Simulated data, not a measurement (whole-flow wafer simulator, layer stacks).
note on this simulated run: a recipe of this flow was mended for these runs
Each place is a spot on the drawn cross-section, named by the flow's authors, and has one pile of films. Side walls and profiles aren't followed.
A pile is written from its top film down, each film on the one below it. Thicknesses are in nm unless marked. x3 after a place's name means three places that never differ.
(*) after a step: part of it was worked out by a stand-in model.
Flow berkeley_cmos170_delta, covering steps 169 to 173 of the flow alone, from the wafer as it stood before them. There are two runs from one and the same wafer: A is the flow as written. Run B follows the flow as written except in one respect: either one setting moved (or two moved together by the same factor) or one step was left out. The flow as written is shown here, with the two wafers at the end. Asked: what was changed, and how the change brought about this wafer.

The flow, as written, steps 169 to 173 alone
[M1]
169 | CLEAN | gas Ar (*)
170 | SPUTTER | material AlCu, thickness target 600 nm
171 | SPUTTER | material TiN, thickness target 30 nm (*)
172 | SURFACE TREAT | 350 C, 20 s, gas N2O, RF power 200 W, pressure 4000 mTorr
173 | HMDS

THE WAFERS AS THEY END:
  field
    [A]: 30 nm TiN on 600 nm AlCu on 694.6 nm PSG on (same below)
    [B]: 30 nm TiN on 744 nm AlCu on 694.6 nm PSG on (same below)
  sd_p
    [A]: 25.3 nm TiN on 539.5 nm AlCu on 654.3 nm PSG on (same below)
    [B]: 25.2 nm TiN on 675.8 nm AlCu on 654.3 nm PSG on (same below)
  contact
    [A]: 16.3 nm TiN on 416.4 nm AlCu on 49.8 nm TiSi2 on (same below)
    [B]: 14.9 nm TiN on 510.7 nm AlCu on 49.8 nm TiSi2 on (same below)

Cause: step 170, SPUTTER: thickness target 744 nm was run, though the flow has thickness target 600 nm.
The wafer itself shows it: field has AlCu 744, and step 170 as written asks for 600 nm.

Step by step, how the change led to this:
  170 | SPUTTER | material AlCu, thickness target 600 nm
      field, sd_n, spacer_n, gate, spacer_p, gate_p, m1: A AlCu gains 600 (new film) | B AlCu gains 744 (new film)
      sd_p: A AlCu gains 539.5 (new film) | B AlCu gains 675.8 (new film)
      (and at 1 other place as well)
  171 | SPUTTER | material TiN, thickness target 30 nm (*)
      contact: A TiN gains 16.3 (new film) | B TiN gains 14.9 (new film)
